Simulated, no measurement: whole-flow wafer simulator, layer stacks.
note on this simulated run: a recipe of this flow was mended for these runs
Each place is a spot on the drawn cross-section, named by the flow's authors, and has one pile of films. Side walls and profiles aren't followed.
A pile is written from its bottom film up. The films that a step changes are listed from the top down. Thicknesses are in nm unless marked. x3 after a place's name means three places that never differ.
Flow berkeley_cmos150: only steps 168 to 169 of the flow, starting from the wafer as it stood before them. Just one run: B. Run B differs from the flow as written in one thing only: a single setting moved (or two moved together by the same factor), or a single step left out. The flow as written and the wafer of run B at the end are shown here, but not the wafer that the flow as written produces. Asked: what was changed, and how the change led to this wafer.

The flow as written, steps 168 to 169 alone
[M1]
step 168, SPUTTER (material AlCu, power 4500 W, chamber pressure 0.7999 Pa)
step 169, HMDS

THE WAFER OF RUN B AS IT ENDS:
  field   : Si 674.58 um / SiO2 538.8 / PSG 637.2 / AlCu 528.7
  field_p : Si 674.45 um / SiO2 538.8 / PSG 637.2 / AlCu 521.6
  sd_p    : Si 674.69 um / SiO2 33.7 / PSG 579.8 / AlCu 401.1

What caused this: step 168, SPUTTER: power 3780 W was run, whereas the flow has power 4500 W.

How this came from the change, step by step:
  step 168, SPUTTER (material AlCu, power 4500 W, chamber pressure 0.7999 Pa)
      field, sd_n, gate_n, m1: AlCu gains 528.7 (new film) (it would be, as written: AlCu gains 626.1 (new film))
      field_p: AlCu gains 521.6 (new film) (it would be, as written: AlCu gains 619.8 (new film))
      (also at 3 further places)
